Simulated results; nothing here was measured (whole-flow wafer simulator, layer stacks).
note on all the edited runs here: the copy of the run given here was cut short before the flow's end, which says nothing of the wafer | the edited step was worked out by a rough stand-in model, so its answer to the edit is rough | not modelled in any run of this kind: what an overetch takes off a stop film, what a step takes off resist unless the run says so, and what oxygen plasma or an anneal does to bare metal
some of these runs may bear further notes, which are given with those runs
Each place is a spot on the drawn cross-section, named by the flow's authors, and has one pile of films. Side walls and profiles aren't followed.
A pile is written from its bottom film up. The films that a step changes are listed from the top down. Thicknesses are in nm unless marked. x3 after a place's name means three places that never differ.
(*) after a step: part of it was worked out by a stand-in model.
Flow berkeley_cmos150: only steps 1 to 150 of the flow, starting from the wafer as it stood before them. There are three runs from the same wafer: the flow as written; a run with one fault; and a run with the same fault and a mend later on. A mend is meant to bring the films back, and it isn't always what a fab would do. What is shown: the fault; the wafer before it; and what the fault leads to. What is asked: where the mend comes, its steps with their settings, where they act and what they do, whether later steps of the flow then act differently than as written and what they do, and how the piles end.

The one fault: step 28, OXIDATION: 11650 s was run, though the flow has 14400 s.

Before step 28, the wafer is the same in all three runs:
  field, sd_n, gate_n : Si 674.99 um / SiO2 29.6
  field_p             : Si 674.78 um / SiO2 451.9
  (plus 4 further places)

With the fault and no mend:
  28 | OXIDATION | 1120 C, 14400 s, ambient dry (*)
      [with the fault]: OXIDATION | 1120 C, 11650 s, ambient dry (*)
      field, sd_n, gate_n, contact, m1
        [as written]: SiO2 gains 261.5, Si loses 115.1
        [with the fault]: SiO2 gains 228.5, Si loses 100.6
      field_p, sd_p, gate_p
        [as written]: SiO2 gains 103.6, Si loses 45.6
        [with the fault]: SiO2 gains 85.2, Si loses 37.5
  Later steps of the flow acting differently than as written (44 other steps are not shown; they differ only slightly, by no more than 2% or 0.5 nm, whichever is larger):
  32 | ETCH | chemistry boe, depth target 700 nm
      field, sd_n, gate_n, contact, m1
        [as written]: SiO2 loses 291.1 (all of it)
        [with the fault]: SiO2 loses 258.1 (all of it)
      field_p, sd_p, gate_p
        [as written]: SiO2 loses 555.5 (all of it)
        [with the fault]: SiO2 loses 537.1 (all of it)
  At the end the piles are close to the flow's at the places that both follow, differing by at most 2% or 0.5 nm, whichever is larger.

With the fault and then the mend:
  After step 28 comes the mend.
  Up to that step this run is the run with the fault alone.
  28a | OXIDATION | 1120 C, 2750 s, ambient dry (*) (the flow's step 28 again, with other settings)
      field, sd_n, gate_n, contact, m1
        SiO2 gains 33, Si loses 14.5
      field_p, sd_p, gate_p
        SiO2 gains 18.4, Si loses 8.1
  Every later step of the flow that is run acts as written at every place that is followed.
  The piles end the same as the flow's at every place that both follow.
